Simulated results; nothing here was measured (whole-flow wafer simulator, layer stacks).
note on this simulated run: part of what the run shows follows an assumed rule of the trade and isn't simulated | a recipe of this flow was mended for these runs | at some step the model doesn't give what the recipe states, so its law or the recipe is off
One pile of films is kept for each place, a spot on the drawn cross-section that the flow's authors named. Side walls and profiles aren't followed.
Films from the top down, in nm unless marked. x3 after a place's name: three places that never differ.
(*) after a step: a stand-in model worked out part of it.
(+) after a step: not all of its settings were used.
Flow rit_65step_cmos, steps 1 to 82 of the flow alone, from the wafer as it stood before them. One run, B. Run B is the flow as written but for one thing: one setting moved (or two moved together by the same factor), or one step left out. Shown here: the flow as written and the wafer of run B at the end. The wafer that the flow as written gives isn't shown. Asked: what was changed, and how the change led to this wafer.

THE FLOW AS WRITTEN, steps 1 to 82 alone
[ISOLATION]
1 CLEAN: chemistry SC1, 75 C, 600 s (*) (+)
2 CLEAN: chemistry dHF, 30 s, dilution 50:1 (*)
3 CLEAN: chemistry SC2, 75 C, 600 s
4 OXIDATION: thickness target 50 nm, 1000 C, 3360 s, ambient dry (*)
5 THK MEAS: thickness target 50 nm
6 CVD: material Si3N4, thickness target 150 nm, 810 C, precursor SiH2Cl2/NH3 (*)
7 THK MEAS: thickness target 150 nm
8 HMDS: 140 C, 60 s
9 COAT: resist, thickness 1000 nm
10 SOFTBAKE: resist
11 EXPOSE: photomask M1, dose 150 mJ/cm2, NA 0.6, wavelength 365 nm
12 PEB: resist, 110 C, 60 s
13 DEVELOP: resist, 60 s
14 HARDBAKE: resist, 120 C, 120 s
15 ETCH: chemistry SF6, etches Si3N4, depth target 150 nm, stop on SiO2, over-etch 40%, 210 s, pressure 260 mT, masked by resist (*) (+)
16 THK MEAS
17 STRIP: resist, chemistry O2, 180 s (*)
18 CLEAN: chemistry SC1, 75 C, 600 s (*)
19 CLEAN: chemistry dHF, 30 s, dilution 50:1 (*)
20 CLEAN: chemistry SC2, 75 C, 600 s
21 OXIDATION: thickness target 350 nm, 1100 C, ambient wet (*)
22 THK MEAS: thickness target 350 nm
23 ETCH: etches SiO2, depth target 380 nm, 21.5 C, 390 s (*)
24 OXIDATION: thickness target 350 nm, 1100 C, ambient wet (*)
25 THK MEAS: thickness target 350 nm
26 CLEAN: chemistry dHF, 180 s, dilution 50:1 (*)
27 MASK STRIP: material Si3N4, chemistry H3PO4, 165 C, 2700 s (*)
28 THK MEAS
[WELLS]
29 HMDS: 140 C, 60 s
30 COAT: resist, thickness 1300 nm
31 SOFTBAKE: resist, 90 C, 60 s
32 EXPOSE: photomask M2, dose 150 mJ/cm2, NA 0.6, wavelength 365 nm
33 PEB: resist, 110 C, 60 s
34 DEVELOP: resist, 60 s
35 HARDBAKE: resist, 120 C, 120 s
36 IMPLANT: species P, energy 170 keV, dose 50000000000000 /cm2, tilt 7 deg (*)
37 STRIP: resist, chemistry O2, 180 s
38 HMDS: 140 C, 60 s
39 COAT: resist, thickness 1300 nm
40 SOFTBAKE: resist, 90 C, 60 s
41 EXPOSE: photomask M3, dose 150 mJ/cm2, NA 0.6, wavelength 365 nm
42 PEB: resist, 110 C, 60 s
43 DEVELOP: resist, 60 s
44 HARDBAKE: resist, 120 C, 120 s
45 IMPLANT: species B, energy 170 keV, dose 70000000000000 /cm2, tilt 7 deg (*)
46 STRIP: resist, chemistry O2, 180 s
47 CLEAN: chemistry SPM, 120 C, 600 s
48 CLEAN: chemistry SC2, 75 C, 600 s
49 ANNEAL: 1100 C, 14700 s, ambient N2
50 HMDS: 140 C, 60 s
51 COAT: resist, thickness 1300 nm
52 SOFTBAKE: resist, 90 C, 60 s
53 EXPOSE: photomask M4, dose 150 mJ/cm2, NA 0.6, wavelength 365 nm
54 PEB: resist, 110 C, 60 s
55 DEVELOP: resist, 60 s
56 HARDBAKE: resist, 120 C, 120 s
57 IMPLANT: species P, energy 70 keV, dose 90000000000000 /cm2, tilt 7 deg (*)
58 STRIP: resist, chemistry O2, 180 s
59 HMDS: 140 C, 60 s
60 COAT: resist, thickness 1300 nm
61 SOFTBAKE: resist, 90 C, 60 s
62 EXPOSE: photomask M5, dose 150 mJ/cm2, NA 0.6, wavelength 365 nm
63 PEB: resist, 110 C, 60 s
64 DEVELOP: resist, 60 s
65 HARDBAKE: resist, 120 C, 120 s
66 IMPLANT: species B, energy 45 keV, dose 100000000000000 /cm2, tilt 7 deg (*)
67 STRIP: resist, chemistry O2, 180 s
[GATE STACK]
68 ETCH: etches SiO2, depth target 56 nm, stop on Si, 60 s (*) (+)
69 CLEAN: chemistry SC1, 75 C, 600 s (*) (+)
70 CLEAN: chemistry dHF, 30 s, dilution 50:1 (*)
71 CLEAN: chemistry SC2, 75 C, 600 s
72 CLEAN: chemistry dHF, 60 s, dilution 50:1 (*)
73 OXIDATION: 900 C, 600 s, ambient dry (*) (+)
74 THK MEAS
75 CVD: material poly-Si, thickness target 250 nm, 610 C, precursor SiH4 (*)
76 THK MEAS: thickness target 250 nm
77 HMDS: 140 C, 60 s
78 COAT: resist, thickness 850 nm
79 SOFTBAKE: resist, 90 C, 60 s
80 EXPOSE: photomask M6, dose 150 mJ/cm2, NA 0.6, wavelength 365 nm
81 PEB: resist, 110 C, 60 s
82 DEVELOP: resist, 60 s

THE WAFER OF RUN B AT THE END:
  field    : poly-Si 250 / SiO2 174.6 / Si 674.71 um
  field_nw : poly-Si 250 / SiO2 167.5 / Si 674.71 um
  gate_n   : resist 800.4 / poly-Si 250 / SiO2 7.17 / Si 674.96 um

The cause: step 24, OXIDATION: thickness target 266 nm was run, where the flow has thickness target 350 nm; step 26, CLEAN: 137 s was run, where the flow has 180 s.

How the change led to this, step by step:
  24 OXIDATION: thickness target 350 nm, 1100 C, ambient wet (*)
      active_n, active_p, gate_n and 7 more: SiO2 +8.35 (new film), Si3N4 -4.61 (as written it would be: SiO2 +12 (new film), Si3N4 -6.61)
      field, field_pw, field_nw, field_p: SiO2 +266 (new film), Si -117 (as written it would be: SiO2 +350 (new film), Si -154)
  26 CLEAN: chemistry dHF, 180 s, dilution 50:1 (*)
      active_n, active_p, gate_n and 7 more: SiO2 -8.35 (all of it), Si3N4 -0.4 (as written it would be: SiO2 -12 (all of it), Si3N4 -0.44)
      field, field_pw, field_nw, field_p: SiO2 -12.7 (as written it would be: SiO2 -16.7)
  30 COAT: resist, thickness 1300 nm
      field: resist +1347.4 (new film) (as written it would be: resist +1315.7 (new film))
      field_p: resist +1347.3 (new film) (as written it would be: resist +1315.7 (new film))
  33 PEB: resist, 110 C, 60 s
      field, field_p: resist -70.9 (as written it would be: resist -69.2)
  34 DEVELOP: resist, 60 s
      field_p: resist -1276.4 (all of it) (as written it would be: resist -1246.5 (all of it))
  35 HARDBAKE: resist, 120 C, 120 s
      field: resist -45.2 (as written it would be: resist -44.1)
  37 STRIP: resist, chemistry O2, 180 s
      field: resist -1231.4 (all of it) (as written it would be: resist -1202.4 (all of it))
  39 COAT: resist, thickness 1300 nm
      field: resist +1347.4 (new film) (as written it would be: resist +1315.7 (new film))
      field_p: resist +1347.3 (new film) (as written it would be: resist +1315.7 (new film))
  42 PEB: resist, 110 C, 60 s
      field, field_p: resist -70.9 (as written it would be: resist -69.2)
  43 DEVELOP: resist, 60 s
      field: resist -1276.6 (all of it) (as written it would be: resist -1246.5 (all of it))
  44 HARDBAKE: resist, 120 C, 120 s
      field_p: resist -45.2 (as written it would be: resist -44.1)
  46 STRIP: resist, chemistry O2, 180 s
      field_p: resist -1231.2 (all of it) (as written it would be: resist -1202.3 (all of it))
  51 COAT: resist, thickness 1300 nm
      field: resist +1347.4 (new film) (as written it would be: resist +1315.7 (new film))
      field_p: resist +1347.3 (new film) (as written it would be: resist +1315.7 (new film))
  54 PEB: resist, 110 C, 60 s
      field, field_p: resist -70.9 (as written it would be: resist -69.2)
  55 DEVELOP: resist, 60 s
      field_p: resist -1276.4 (all of it) (as written it would be: resist -1246.5 (all of it))
  56 HARDBAKE: resist, 120 C, 120 s
      field: resist -45.2 (as written it would be: resist -44.1)
  ... 8 more steps ...
  82 DEVELOP: resist, 60 s
      field: resist -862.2 (all of it) (as written it would be: resist -832.7 (all of it))
      field_pw: resist -846.8 (all of it) (as written it would be: resist -826 (all of it))
      (and at 2 more places)
